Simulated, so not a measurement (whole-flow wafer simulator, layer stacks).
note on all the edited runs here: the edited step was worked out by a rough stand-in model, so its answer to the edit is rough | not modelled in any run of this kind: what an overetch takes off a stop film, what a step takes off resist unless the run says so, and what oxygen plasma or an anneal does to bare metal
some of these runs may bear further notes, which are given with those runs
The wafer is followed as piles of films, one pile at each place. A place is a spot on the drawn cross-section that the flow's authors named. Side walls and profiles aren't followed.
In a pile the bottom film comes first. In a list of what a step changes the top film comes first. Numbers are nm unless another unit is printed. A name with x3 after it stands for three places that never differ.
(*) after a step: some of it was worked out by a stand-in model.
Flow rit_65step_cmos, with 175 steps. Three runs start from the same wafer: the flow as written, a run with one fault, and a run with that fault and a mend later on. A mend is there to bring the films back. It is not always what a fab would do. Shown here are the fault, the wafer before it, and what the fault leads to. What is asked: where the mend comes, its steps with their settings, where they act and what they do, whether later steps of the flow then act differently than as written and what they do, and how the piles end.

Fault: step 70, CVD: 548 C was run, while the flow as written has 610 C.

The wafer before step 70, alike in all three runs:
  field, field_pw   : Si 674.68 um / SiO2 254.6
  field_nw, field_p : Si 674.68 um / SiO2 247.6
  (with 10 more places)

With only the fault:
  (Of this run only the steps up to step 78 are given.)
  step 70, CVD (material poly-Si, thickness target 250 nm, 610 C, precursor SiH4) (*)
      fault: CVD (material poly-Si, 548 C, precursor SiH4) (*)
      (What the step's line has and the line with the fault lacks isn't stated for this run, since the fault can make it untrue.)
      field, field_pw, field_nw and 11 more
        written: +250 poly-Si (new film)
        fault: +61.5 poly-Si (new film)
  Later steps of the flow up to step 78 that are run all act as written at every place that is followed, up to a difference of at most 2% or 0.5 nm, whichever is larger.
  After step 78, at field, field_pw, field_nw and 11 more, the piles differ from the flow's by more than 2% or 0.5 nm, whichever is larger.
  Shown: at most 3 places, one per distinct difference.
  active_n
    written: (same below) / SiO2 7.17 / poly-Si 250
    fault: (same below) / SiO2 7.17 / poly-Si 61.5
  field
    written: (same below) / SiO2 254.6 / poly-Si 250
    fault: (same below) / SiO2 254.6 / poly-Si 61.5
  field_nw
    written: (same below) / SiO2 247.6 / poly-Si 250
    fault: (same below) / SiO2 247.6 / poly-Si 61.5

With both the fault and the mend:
  The mend follows step 71.
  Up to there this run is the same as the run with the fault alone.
  step 71a, CVD (material poly-Si, thickness target 188 nm, 610 C, precursor SiH4) (*) (the flow's step 70, run once more with other settings)
      field, field_pw, field_nw and 11 more
        +188 poly-Si
  Later steps of the flow that are run all act as written at every place that is followed, up to a difference of at most 2% or 0.5 nm, whichever is larger.
  When the end is reached, the piles differ only a little from the flow's at the places that both follow, at most by 2% or 0.5 nm, whichever is larger.
